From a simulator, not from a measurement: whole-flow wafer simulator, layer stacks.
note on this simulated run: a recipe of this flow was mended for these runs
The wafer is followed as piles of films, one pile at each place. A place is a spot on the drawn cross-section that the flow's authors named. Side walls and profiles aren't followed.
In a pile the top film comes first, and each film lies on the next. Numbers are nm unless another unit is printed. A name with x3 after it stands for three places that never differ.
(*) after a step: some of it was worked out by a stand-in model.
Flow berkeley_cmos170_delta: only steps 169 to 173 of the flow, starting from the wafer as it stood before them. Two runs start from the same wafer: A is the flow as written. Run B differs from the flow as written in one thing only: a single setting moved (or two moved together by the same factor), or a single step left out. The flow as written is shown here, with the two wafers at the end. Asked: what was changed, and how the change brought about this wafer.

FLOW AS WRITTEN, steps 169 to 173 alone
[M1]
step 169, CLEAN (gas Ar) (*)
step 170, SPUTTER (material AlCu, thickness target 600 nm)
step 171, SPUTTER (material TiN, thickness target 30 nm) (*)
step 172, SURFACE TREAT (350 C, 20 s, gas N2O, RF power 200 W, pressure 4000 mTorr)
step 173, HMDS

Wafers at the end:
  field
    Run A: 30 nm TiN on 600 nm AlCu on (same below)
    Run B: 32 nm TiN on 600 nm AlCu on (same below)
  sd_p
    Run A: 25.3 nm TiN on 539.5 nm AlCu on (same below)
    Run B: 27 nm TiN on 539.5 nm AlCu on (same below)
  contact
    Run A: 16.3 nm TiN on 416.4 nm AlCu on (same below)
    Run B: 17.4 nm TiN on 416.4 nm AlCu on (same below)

What caused this: step 171, SPUTTER: thickness target 32 nm was run, though the flow has thickness target 30 nm.
One can read it off the wafer: field has TiN 32, and step 171 as written asks for 30 nm.

How this came from the change, step by step:
  step 171, SPUTTER (material TiN, thickness target 30 nm) (*)
      field, sd_n, spacer_n, gate, spacer_p, gate_p, m1: A TiN gains 30 (new film) | B TiN gains 32 (new film)
      sd_p: A TiN gains 25.3 (new film) | B TiN gains 27 (new film)
      (as well as at 1 more place)
